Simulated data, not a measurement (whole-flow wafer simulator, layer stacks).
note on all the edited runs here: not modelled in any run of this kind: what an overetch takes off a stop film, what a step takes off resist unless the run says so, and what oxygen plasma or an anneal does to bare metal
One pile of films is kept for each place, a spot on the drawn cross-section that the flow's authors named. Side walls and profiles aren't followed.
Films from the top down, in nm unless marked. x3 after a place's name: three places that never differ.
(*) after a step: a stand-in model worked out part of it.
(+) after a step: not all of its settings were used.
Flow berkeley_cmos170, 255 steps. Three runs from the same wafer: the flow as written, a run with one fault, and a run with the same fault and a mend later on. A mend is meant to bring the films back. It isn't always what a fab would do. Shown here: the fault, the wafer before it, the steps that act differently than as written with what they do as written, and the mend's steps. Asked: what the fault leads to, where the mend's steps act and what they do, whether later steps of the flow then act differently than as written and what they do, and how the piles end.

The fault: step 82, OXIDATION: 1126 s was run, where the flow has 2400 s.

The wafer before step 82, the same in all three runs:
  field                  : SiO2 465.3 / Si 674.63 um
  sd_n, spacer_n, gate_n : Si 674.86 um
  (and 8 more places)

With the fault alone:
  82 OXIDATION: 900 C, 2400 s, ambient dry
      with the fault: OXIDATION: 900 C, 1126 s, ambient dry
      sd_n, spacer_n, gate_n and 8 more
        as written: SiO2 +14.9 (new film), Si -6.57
        with the fault: SiO2 +9.3 (new film), Si -4.09
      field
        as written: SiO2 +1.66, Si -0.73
        with the fault: SiO2 +0.78, Si -0.34
  Later steps of the flow that act differently than as written (47 more steps differ only slightly, by at most 2% or 0.5 nm, whichever is larger, and aren't shown):
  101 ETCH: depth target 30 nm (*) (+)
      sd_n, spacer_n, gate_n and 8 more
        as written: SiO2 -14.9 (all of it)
        with the fault: SiO2 -9.3 (all of it)
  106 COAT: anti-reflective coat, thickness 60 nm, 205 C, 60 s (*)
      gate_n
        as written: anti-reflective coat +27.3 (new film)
        with the fault: anti-reflective coat +28 (new film)
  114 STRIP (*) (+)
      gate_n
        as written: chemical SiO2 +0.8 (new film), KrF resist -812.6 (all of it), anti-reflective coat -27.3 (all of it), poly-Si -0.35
        with the fault: chemical SiO2 +0.8 (new film), KrF resist -810.3 (all of it), anti-reflective coat -28 (all of it), poly-Si -0.35
  At the end the piles differ from the flow's only slightly at the places that both follow, by at most 2% or 0.5 nm, whichever is larger.

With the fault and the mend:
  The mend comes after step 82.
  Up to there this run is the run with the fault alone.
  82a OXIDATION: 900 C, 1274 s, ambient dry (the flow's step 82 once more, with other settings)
      sd_n, spacer_n, gate_n and 8 more
        SiO2 +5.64, Si -2.48
      field
        SiO2 +0.88, Si -0.39
  No later step of the flow acts differently than as written at any place that is followed.
  At the end the piles are the same as the flow's at every place that both follow.
